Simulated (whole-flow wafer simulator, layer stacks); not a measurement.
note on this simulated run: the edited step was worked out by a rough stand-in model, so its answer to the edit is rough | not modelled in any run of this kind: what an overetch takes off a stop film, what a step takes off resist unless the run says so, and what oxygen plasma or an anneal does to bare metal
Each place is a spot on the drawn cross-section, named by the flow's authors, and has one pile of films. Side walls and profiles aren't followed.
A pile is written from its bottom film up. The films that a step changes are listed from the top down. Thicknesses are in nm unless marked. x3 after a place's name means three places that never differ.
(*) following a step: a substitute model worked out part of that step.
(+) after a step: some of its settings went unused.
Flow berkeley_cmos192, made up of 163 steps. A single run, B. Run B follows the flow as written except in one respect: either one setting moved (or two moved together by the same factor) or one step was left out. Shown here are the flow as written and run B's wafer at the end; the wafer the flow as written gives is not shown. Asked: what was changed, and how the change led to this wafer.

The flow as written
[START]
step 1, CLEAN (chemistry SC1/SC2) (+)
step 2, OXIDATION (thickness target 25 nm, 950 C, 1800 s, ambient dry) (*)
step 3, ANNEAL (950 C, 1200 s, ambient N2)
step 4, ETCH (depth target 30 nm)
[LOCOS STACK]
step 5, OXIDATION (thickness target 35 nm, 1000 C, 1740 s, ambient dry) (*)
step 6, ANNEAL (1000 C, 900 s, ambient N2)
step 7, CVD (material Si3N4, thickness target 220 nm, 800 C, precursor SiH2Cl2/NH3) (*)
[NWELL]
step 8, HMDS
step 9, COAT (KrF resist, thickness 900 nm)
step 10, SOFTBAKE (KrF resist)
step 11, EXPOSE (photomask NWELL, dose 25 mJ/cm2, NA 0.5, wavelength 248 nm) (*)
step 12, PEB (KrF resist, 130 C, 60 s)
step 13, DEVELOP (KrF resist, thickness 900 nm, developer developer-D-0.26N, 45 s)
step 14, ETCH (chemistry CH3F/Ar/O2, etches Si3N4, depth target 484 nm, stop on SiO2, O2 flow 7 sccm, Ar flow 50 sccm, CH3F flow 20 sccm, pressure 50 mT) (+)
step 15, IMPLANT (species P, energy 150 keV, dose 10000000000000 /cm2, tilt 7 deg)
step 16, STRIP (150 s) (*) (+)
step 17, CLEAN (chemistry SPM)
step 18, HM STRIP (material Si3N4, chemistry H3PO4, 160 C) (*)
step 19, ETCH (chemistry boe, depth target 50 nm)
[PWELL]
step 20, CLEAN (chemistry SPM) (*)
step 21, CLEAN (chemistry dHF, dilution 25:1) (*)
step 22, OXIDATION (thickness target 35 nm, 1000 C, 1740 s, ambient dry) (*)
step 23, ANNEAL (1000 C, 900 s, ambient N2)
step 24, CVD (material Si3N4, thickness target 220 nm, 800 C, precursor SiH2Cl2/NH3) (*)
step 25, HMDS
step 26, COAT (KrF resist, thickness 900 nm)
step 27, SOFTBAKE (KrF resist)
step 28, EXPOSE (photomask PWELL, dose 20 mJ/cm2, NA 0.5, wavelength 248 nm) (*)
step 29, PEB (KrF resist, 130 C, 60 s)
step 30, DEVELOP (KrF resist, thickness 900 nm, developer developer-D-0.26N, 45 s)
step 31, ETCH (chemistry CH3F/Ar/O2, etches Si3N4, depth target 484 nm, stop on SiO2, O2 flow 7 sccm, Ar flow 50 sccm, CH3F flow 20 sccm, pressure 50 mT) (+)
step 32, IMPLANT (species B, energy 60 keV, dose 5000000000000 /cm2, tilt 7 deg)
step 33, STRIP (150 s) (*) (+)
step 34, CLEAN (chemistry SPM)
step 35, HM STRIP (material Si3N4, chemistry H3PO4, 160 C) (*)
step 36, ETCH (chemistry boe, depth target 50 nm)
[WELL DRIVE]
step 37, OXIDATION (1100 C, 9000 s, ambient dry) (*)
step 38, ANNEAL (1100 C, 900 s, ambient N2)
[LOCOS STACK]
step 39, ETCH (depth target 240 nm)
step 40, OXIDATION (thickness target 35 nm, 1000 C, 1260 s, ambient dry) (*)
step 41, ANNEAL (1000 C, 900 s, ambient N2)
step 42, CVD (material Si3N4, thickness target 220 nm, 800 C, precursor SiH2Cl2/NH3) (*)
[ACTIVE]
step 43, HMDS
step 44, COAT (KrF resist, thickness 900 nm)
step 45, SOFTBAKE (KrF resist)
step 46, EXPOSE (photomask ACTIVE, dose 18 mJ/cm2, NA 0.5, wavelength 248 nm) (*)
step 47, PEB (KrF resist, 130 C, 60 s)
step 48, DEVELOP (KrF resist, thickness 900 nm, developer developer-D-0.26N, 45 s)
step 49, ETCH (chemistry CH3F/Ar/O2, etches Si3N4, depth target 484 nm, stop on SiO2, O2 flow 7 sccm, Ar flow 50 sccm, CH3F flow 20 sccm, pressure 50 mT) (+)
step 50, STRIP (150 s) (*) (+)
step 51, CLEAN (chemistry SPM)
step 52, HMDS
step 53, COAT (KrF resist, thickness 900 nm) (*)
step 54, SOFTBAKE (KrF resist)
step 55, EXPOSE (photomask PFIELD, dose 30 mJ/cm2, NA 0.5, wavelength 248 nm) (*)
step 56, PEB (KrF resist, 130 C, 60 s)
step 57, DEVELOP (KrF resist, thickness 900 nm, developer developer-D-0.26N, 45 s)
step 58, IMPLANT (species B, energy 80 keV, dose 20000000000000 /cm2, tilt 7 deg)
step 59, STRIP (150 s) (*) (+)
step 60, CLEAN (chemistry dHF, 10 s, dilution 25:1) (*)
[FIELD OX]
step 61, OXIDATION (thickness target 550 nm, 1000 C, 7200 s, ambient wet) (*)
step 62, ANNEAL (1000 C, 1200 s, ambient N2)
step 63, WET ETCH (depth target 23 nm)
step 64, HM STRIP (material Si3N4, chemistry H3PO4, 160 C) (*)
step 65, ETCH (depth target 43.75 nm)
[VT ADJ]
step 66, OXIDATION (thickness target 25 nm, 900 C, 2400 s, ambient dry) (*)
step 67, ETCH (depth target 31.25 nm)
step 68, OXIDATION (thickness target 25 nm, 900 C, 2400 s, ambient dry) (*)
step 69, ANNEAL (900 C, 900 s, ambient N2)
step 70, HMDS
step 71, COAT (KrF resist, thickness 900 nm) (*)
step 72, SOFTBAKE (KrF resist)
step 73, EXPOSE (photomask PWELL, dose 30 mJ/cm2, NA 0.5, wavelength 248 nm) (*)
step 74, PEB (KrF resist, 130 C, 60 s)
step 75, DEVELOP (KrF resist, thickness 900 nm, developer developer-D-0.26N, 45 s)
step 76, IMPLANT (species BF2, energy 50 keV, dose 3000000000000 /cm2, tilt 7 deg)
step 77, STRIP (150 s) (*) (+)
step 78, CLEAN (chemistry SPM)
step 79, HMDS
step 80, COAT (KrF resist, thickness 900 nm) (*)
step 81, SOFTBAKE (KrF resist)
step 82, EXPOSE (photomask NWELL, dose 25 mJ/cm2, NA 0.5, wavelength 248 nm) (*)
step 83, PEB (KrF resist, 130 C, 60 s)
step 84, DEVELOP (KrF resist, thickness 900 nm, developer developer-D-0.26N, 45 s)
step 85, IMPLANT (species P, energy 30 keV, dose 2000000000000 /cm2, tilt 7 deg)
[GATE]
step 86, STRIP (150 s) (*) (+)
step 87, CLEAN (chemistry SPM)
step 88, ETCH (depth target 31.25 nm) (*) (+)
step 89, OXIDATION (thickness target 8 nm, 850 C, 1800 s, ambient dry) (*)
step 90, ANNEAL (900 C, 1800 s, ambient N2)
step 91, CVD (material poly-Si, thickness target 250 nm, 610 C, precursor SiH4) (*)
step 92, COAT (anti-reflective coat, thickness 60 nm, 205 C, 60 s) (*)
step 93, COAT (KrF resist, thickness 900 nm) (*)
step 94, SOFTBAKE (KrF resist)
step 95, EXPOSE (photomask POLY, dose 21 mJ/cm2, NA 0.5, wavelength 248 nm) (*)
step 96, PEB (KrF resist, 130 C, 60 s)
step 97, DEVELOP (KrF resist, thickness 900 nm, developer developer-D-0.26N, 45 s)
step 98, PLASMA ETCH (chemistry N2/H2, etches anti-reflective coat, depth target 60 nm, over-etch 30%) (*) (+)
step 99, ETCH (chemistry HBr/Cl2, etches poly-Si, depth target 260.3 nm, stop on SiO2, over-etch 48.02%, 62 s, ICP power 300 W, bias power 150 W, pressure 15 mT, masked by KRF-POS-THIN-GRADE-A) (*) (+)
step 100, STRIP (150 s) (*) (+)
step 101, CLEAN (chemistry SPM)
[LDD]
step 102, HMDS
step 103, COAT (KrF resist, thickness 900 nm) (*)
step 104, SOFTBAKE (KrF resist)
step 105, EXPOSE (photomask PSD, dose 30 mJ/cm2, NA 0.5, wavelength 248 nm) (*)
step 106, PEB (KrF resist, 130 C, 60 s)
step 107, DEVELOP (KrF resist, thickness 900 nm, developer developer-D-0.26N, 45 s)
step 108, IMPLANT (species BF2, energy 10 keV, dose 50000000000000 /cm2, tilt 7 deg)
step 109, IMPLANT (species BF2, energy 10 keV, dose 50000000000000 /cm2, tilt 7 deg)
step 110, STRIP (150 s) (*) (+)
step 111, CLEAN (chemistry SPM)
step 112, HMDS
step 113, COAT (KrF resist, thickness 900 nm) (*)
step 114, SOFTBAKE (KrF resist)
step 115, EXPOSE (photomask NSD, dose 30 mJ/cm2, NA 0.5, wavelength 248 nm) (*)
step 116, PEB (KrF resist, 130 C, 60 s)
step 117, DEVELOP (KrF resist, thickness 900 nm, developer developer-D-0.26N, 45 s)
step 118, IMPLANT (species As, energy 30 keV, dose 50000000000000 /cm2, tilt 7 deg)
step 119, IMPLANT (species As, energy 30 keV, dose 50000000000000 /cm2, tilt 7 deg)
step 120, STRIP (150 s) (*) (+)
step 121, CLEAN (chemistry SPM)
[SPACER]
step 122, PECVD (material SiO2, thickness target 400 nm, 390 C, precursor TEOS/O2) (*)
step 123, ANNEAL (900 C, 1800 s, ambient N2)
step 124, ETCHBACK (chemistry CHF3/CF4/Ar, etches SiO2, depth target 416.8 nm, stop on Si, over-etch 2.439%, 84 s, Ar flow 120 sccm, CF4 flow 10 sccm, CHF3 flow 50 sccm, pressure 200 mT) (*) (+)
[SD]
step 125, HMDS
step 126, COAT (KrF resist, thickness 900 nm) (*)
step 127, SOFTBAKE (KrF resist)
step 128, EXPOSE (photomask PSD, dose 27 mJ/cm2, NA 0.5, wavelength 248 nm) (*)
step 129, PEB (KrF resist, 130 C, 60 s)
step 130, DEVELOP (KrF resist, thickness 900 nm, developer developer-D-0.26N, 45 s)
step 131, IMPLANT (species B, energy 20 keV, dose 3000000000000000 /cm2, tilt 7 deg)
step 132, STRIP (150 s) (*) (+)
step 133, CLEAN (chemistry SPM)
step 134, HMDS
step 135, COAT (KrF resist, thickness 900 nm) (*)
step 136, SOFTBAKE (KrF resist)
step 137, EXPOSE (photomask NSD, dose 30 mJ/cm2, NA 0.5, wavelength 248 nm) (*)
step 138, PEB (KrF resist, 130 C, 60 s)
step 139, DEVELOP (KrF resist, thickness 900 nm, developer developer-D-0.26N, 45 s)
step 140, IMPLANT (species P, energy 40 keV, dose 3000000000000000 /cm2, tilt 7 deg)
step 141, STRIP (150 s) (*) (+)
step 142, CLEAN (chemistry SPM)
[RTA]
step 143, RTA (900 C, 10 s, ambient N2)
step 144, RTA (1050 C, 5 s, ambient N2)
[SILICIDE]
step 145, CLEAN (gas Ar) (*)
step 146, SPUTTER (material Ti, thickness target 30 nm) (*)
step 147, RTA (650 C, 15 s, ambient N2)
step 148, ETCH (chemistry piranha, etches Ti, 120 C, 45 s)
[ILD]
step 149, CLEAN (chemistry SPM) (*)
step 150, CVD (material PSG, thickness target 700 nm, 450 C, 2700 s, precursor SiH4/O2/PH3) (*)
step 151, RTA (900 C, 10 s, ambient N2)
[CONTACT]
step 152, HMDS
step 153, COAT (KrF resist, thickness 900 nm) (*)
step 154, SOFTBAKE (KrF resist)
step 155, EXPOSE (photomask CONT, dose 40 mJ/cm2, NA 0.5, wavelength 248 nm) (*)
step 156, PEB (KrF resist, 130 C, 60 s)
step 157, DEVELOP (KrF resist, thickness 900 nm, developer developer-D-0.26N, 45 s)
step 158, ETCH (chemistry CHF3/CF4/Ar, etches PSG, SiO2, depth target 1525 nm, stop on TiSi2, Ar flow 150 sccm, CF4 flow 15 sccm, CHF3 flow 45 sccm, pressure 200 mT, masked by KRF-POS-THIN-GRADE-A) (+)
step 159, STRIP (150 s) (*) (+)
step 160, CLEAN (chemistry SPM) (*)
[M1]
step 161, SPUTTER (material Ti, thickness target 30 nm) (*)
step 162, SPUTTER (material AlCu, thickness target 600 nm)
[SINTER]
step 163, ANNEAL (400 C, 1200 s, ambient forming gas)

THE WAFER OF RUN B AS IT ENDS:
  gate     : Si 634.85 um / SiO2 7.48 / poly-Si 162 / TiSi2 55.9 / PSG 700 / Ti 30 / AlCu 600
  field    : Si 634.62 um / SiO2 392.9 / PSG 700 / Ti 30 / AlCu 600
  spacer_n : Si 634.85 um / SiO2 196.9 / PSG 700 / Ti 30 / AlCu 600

What caused this: step 91, CVD: thickness target 221 nm was run, though the flow has thickness target 250 nm.

How this came from the change, step by step:
  step 91, CVD (material poly-Si, thickness target 250 nm, 610 C, precursor SiH4) (*)
      field, sd_n, spacer_n and 6 more: poly-Si gains 221 (new film) (as written it would have been: poly-Si gains 250 (new film))
  step 99, ETCH (chemistry HBr/Cl2, etches poly-Si, depth target 260.3 nm, stop on SiO2, over-etch 48.02%, 62 s, ICP power 300 W, bias power 150 W, pressure 15 mT, masked by KRF-POS-THIN-GRADE-A) (*) (+)
      field, spacer_n, spacer_p: poly-Si loses 216.8 (all of it), SiO2 loses 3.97 (as written it would have been: poly-Si loses 245.8 (all of it), SiO2 loses 1.74)
      sd_n: poly-Si loses 219.8 (all of it), SiO2 loses 3.74 (as written it would have been: poly-Si loses 248.8 (all of it), SiO2 loses 1.51)
      (as well as at 3 more places)
  step 103, COAT (KrF resist, thickness 900 nm) (*)
      gate: KrF resist gains 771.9 (new film) (as written it would have been: KrF resist gains 748 (new film))
      gate_p: KrF resist gains 767.9 (new film) (as written it would have been: KrF resist gains 744.1 (new film))
  step 107, DEVELOP (KrF resist, thickness 900 nm, developer developer-D-0.26N, 45 s)
      gate_p: KrF resist loses 766.7 (all of it) (as written it would have been: KrF resist loses 742.9 (all of it))
  step 110, STRIP (150 s) (*) (+)
      gate: KrF resist loses 756.5 (all of it), chemical SiO2 gains 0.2, poly-Si loses 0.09 (as written it would have been: KrF resist loses 732.7 (all of it), chemical SiO2 gains 0.2, poly-Si loses 0.09)
  step 113, COAT (KrF resist, thickness 900 nm) (*)
      gate: KrF resist gains 771.1 (new film) (as written it would have been: KrF resist gains 747.9 (new film))
      gate_p: KrF resist gains 767.1 (new film) (as written it would have been: KrF resist gains 743.9 (new film))
  step 117, DEVELOP (KrF resist, thickness 900 nm, developer developer-D-0.26N, 45 s)
      gate: KrF resist loses 769.9 (all of it) (as written it would have been: KrF resist loses 746.8 (all of it))
  step 120, STRIP (150 s) (*) (+)
      gate_p: KrF resist loses 751.7 (all of it), chemical SiO2 gains 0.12, poly-Si loses 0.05 (as written it would have been: KrF resist loses 728.6 (all of it), chemical SiO2 gains 0.12, poly-Si loses 0.05)
  step 124, ETCHBACK (chemistry CHF3/CF4/Ar, etches SiO2, depth target 416.8 nm, stop on Si, over-etch 2.439%, 84 s, Ar flow 120 sccm, CF4 flow 10 sccm, CHF3 flow 50 sccm, pressure 200 mT) (*) (+)
      spacer_n: SiO2 loses 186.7 (as written it would have been: SiO2 loses 160)
      spacer_p: SiO2 loses 186.7 (as written it would have been: SiO2 loses 159.9)
  step 126, COAT (KrF resist, thickness 900 nm) (*)
      spacer_n: KrF resist gains 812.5 (new film) (as written it would have been: KrF resist gains 791.6 (new film))
      gate: KrF resist gains 791.9 (new film) (as written it would have been: KrF resist gains 771.5 (new film))
      (as well as at 2 more places)
  step 130, DEVELOP (KrF resist, thickness 900 nm, developer developer-D-0.26N, 45 s)
      spacer_p: KrF resist loses 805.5 (all of it) (as written it would have been: KrF resist loses 784.6 (all of it))
      gate_p: KrF resist loses 784.8 (all of it) (as written it would have been: KrF resist loses 764.3 (all of it))
  step 132, STRIP (150 s) (*) (+)
      spacer_n: KrF resist loses 797 (all of it) (as written it would have been: KrF resist loses 776.1 (all of it))
      gate: chemical SiO2 gains 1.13 (new film), KrF resist loses 776.5 (all of it), poly-Si loses 0.5 (as written it would have been: chemical SiO2 gains 1.13 (new film), KrF resist loses 756.1 (all of it), poly-Si loses 0.5)
  step 135, COAT (KrF resist, thickness 900 nm) (*)
      spacer_n: KrF resist gains 812.1 (new film) (as written it would have been: KrF resist gains 791.1 (new film))
      gate: KrF resist gains 790.8 (new film) (as written it would have been: KrF resist gains 770.3 (new film))
      (as well as at 2 more places)
  step 139, DEVELOP (KrF resist, thickness 900 nm, developer developer-D-0.26N, 45 s)
      spacer_n: KrF resist loses 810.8 (all of it) (as written it would have been: KrF resist loses 789.9 (all of it))
      gate: KrF resist loses 789.6 (all of it) (as written it would have been: KrF resist loses 769.1 (all of it))
  step 141, STRIP (150 s) (*) (+)
      spacer_p: KrF resist loses 791.1 (all of it) (as written it would have been: KrF resist loses 770.2 (all of it))
      gate_p: KrF resist loses 769.5 (all of it), chemical SiO2 gains 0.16 (as written it would have been: KrF resist loses 749.1 (all of it), chemical SiO2 gains 0.16)
  step 159, STRIP (150 s) (*) (+)
      spacer_n: KrF resist loses 635.5 (all of it) (as written it would have been: KrF resist loses 620.3 (all of it))
      gate: KrF resist loses 613.7 (all of it) (as written it would have been: KrF resist loses 600.1 (all of it))
      (as well as at 2 more places)
